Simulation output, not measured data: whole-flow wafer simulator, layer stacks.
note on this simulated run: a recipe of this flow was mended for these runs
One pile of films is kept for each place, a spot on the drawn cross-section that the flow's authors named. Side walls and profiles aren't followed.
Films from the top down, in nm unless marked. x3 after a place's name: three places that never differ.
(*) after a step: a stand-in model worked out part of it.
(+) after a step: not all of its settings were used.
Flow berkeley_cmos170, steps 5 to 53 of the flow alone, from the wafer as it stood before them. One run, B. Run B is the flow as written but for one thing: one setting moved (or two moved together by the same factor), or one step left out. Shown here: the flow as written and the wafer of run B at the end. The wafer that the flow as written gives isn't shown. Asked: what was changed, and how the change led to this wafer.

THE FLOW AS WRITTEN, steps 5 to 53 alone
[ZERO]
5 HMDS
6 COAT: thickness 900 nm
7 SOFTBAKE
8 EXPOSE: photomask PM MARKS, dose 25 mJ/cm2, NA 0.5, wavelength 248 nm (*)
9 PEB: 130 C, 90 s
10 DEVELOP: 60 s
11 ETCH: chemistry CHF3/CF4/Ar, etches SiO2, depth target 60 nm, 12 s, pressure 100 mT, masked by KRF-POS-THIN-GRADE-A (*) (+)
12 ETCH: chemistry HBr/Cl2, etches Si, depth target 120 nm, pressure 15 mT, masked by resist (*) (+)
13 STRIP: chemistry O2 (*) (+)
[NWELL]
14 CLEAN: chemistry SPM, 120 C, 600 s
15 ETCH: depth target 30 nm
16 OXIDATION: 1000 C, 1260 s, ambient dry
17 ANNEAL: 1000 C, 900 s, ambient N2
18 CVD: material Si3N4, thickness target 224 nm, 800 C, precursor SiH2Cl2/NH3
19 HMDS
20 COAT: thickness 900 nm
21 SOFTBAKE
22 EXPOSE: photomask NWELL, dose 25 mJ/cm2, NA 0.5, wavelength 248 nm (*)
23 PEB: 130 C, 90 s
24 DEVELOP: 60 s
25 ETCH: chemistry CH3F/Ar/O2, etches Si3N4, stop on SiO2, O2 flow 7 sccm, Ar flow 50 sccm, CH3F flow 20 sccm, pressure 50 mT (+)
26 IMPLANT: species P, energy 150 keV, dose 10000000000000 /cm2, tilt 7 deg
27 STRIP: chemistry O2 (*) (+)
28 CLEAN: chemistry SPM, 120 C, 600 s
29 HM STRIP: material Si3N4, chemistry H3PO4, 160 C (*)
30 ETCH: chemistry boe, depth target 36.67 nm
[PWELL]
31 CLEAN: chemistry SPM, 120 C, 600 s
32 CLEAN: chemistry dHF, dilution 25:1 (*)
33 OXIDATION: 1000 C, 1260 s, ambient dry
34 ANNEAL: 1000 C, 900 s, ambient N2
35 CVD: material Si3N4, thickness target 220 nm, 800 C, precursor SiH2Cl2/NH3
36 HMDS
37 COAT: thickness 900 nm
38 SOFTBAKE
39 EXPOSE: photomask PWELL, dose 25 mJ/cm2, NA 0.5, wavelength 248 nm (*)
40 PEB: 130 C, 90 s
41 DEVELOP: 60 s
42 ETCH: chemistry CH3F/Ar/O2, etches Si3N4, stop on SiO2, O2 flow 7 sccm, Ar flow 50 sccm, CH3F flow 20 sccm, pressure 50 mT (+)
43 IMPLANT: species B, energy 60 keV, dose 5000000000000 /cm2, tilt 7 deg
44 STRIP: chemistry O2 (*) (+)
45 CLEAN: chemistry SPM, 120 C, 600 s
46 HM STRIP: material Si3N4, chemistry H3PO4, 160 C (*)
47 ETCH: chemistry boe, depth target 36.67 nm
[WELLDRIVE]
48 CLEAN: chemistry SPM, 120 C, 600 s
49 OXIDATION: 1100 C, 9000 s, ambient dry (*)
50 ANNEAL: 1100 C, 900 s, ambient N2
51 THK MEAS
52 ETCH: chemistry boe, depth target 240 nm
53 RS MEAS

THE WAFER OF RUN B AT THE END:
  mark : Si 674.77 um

The cause: step 12, ETCH: depth target 103 nm was run, where the flow has depth target 120 nm.

How the change led to this, step by step:
  12 ETCH: chemistry HBr/Cl2, etches Si, depth target 120 nm, pressure 15 mT, masked by resist (*) (+)
      field x9, sd_p x3: KrF-resist -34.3 (as written it would be: KrF-resist -40)
      mark: Si -103 (as written it would be: Si -120)
